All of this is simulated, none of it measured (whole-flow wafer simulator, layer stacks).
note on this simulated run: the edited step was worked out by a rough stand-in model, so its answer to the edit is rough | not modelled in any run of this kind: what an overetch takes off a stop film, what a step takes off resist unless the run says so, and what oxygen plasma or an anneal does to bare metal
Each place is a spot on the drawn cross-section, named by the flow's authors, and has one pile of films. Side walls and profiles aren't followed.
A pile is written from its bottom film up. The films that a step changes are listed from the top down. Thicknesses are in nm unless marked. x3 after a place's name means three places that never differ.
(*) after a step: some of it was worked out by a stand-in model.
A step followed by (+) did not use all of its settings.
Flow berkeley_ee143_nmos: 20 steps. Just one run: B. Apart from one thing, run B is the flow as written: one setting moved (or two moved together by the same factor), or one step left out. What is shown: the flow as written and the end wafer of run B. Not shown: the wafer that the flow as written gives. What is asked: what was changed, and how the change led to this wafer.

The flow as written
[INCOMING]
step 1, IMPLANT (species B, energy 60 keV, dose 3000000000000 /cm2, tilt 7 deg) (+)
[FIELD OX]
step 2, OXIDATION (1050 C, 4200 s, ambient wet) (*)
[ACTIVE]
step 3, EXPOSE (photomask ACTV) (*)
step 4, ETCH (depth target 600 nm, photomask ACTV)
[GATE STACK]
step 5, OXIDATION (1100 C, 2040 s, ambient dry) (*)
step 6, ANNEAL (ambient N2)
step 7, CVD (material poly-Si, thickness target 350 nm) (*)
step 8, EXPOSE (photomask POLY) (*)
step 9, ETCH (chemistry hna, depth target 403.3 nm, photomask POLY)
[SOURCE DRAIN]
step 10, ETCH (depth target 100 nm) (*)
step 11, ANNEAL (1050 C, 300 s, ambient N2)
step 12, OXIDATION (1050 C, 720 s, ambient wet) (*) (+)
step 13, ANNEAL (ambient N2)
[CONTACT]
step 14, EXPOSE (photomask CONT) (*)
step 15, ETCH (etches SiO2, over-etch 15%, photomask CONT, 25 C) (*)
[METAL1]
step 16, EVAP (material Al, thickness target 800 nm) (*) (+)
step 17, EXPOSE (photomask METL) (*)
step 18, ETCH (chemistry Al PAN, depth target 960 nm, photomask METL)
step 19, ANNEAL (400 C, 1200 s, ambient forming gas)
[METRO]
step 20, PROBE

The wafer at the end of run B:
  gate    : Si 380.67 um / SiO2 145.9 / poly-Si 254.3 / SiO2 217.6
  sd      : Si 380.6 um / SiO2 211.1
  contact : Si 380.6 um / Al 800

Cause: step 2, OXIDATION: 1102 C was run, while the flow as written has 1050 C.

Step by step, how the change led to this:
  step 2, OXIDATION (1050 C, 4200 s, ambient wet) (*)
      gate, sd, contact, field: SiO2 gains 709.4 (new film), chemical SiO2 loses 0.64 (all of it), Si loses 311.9 (as written it would have been: SiO2 gains 566.4 (new film), chemical SiO2 loses 0.64 (all of it), Si loses 248.9)
  step 4, ETCH (depth target 600 nm, photomask ACTV)
      gate, sd, contact: SiO2 loses 600 (as written it would have been: SiO2 loses 566.4 (all of it))
  step 5, OXIDATION (1100 C, 2040 s, ambient dry) (*)
      gate, sd, contact: SiO2 gains 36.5, Si loses 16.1 (as written it would have been: SiO2 gains 79.7 (new film), Si loses 35.1)
      field: SiO2 gains 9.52, Si loses 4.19 (as written it would have been: SiO2 gains 11.6, Si loses 5.1)
  step 10, ETCH (depth target 100 nm) (*)
      sd, contact: SiO2 loses 100 (as written it would have been: SiO2 loses 79.7 (all of it))
  step 12, OXIDATION (1050 C, 720 s, ambient wet) (*) (+)
      sd, contact: SiO2 gains 165.2, Si loses 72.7 (as written it would have been: SiO2 gains 189.4 (new film), Si loses 83.4)
      field: SiO2 gains 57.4, Si loses 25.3 (as written it would have been: SiO2 gains 69.1, Si loses 30.4)
  step 15, ETCH (etches SiO2, over-etch 15%, photomask CONT, 25 C) (*)
      contact: SiO2 loses 211.1 (all of it) (as written it would have been: SiO2 loses 189.4 (all of it))
